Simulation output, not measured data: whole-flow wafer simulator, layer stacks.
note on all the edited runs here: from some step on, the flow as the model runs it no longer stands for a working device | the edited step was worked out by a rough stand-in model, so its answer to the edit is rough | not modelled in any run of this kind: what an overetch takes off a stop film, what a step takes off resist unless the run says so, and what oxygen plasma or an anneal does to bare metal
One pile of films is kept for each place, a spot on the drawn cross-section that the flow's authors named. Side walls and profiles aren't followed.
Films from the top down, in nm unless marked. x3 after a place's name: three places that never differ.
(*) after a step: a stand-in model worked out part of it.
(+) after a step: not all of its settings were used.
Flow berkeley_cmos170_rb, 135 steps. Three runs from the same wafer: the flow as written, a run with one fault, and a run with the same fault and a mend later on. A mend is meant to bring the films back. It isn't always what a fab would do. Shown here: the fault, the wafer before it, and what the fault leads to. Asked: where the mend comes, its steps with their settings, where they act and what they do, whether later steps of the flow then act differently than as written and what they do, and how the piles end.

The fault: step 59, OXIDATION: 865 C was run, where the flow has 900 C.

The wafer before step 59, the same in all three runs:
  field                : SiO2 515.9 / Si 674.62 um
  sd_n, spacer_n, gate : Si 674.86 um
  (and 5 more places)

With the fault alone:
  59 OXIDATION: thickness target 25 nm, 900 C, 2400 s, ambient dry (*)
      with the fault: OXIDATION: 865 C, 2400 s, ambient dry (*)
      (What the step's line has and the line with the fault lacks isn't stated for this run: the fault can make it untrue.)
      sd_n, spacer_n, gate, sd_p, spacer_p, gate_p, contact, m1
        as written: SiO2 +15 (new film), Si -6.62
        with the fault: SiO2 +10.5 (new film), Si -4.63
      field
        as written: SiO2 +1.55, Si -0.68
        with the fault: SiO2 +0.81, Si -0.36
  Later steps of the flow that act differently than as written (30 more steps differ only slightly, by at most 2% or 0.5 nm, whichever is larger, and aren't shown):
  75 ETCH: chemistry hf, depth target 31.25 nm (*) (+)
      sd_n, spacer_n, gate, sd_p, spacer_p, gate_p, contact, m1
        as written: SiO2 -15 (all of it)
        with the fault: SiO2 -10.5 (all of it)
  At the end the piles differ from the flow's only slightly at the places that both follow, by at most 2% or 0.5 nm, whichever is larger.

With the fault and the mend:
  The mend comes after step 64.
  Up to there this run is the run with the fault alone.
  64a STRIP (*) (+)
      sd_p
        KrF resist -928 (all of it)
      spacer_p
        KrF resist -911.2 (all of it)
      gate_p
        KrF resist -910.3 (all of it)
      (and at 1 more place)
  64b CLEAN (*) (the flow's step 51 once more)
      changes no film at any place that is followed
  64c OXIDATION: 900 C, 1023 s, ambient dry (*) (the flow's step 59 once more, with other settings)
      sd_n, spacer_n, gate, sd_p, spacer_p, gate_p, contact, m1
        SiO2 +4.51, Si -1.99
      field
        SiO2 +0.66, Si -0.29
  64d COAT: KrF resist, thickness 900 nm (*) (the flow's step 61 once more)
      field
        KrF resist +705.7 (new film)
      sd_n
        KrF resist +957.4 (new film)
      spacer_n
        KrF resist +924.9 (new film)
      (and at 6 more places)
  64e EXPOSE: photomask PWELL (the flow's step 62 once more)
      changes no film at any place that is followed
  64f PEB: 130 C, 60 s (*) (the flow's step 63 once more)
      changes no film at any place that is followed
  64g DEVELOP: developer developer-D-0.26N, 45 s (the flow's step 64 once more)
      sd_p, spacer_p, gate_p, m1
        KrF resist -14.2
      field
        KrF resist -705.7 (all of it)
      sd_n
        KrF resist -957.4 (all of it)
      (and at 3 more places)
  No later step of the flow acts differently than as written, at any place that is followed, by more than 2% or 0.5 nm, whichever is larger.
  At the end the piles differ from the flow's only slightly at the places that both follow, by at most 2% or 0.5 nm, whichever is larger.
